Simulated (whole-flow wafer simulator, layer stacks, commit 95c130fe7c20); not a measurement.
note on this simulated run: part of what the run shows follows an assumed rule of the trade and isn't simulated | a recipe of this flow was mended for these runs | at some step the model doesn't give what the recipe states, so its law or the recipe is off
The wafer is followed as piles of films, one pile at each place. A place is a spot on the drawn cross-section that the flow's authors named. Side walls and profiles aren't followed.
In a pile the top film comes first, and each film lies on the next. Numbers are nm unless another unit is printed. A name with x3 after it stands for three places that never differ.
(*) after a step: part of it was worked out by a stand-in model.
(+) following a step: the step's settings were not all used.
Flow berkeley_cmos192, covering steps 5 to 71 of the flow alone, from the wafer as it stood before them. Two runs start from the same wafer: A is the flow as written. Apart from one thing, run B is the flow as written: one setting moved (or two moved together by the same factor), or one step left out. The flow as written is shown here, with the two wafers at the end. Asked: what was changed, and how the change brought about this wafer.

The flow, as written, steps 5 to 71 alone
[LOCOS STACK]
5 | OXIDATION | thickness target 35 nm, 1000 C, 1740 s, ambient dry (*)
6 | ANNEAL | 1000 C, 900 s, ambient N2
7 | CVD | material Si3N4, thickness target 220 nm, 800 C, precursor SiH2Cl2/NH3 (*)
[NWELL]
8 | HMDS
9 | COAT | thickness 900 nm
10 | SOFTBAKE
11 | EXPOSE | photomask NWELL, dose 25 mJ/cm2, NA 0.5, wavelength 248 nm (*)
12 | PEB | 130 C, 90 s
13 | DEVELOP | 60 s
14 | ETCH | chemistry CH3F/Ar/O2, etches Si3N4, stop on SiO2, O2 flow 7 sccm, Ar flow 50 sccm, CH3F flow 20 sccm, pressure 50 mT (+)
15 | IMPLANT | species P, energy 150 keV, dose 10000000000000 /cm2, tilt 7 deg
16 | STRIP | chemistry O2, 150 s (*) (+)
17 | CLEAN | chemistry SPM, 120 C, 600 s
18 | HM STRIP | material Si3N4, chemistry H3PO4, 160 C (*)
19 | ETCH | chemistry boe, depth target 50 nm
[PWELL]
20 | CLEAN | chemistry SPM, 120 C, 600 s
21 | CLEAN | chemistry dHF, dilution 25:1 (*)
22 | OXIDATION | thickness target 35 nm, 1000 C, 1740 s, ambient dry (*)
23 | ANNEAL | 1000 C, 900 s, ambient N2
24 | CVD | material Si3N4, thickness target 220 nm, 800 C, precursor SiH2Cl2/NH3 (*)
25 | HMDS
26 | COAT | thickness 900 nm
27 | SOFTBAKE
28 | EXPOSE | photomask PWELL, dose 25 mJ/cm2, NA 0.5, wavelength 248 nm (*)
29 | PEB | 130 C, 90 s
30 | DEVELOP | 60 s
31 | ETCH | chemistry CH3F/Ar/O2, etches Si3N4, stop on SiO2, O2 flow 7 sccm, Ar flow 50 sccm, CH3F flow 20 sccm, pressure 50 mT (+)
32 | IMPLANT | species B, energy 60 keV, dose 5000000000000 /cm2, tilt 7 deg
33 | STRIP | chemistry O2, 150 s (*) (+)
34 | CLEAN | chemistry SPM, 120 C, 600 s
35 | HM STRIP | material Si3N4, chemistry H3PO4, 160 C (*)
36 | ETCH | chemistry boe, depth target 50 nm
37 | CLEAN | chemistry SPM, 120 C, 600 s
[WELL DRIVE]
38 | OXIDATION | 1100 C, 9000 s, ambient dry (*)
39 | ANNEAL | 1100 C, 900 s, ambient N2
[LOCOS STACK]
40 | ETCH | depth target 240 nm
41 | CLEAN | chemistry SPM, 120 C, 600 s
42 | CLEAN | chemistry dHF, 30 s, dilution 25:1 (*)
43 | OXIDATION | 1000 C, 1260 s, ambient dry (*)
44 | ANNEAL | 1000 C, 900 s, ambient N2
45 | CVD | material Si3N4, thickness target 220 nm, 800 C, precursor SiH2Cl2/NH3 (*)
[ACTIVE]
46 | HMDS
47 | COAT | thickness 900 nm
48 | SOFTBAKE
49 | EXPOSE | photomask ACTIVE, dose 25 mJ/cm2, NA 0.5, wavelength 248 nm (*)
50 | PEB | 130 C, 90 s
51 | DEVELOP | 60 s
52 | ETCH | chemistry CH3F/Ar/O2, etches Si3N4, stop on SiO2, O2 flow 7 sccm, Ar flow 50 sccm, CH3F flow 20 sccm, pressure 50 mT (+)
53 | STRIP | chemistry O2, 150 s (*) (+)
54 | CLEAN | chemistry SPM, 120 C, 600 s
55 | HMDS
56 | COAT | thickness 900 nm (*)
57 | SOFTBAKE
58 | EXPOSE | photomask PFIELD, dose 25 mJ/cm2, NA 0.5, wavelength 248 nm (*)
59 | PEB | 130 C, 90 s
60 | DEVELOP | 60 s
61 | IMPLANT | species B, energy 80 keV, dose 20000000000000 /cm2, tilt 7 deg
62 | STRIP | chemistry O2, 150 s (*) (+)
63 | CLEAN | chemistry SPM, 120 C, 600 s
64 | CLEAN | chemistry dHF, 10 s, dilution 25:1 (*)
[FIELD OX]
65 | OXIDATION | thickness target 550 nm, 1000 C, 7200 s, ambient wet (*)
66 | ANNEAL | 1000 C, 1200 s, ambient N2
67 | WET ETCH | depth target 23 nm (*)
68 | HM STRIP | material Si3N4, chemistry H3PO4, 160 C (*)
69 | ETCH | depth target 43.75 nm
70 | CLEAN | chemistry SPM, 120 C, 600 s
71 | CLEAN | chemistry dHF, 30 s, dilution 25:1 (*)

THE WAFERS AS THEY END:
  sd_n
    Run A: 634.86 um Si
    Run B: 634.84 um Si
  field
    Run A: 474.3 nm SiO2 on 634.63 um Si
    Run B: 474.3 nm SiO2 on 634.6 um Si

Cause: step 5, OXIDATION: 1150 C was run, whereas the flow has 1000 C.

The path from the change to this, step by step:
  5 | OXIDATION | thickness target 35 nm, 1000 C, 1740 s, ambient dry (*)
      field, sd_n, spacer_n and 6 more: A +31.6 SiO2 (new film), -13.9 Si | B +96.2 SiO2 (new film), -42.3 Si
  19 | ETCH | chemistry boe, depth target 50 nm
      field, sd_n, spacer_n, gate, contact, m1: A -18.7 SiO2 (all of it) | B -50 SiO2
      sd_p, spacer_p, gate_p: A -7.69 SiO2 (all of it) | B -50 SiO2
  20 | CLEAN | chemistry SPM, 120 C, 600 s
      field, sd_n, spacer_n and 6 more: A +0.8 chemical SiO2 (new film), -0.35 Si | B nothing
  21 | CLEAN | chemistry dHF, dilution 25:1 (*)
      field, sd_n, spacer_n and 6 more: A -0.8 chemical SiO2 (all of it) | B nothing
  22 | OXIDATION | thickness target 35 nm, 1000 C, 1740 s, ambient dry (*)
      field, sd_n, spacer_n, gate, contact, m1: A +31.6 SiO2 (new film), -13.9 Si | B +16 SiO2, -7.03 Si
      sd_p, spacer_p, gate_p: A +31.6 SiO2 (new film), -13.9 Si | B +18.1 SiO2, -7.94 Si
  36 | ETCH | chemistry boe, depth target 50 nm
      field, sd_n, spacer_n, gate, contact, m1: A -10.9 SiO2 (all of it) | B -28.5 SiO2 (all of it)
      sd_p, spacer_p, gate_p: A -21.9 SiO2 (all of it) | B -30.6 SiO2 (all of it)
